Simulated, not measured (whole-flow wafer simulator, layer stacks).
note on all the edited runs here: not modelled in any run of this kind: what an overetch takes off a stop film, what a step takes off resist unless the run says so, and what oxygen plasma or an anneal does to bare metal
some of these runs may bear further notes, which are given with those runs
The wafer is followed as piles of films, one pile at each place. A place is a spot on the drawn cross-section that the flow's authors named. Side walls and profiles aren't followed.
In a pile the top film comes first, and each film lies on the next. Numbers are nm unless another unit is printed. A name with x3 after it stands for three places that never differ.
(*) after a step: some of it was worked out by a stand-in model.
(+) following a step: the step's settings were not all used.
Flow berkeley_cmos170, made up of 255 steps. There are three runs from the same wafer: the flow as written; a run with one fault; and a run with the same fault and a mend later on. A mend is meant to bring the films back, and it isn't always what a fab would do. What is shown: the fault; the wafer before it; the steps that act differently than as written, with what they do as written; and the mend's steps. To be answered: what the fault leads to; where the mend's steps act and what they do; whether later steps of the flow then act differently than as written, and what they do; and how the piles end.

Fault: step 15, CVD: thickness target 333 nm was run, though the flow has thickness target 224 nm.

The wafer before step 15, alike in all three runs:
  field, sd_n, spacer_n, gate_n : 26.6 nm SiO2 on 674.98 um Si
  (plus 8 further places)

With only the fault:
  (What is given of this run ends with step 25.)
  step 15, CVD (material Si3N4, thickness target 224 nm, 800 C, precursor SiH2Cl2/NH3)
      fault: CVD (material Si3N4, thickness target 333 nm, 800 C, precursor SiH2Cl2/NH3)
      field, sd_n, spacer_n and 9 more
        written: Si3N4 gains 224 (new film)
        fault: Si3N4 gains 333 (new film)
  Steps further on in the flow that do not act as written:
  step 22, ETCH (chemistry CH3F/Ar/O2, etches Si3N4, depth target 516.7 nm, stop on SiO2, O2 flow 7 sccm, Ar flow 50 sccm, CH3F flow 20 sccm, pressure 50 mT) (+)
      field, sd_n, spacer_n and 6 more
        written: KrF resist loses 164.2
        fault: KrF resist loses 236.9
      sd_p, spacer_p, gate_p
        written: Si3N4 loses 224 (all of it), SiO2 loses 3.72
        fault: Si3N4 loses 333 (all of it), SiO2 loses 3.72
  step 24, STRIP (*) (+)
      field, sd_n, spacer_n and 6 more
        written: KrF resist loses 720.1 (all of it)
        fault: KrF resist loses 647.5 (all of it)
  Once step 25 is done, the piles at field, sd_n, spacer_n and 6 more depart from the flow's by more than 2% or 0.5 nm, whichever is larger.
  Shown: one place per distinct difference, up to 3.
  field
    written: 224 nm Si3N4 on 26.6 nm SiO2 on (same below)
    fault: 333 nm Si3N4 on 26.6 nm SiO2 on (same below)

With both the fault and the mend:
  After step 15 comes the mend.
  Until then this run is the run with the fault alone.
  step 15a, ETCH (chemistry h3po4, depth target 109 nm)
      field, sd_n, spacer_n and 9 more
        Si3N4 loses 109
  Later steps of the flow that are run all act as written at every place that is followed.
  By the end, the piles equal the flow's at every place that both follow.
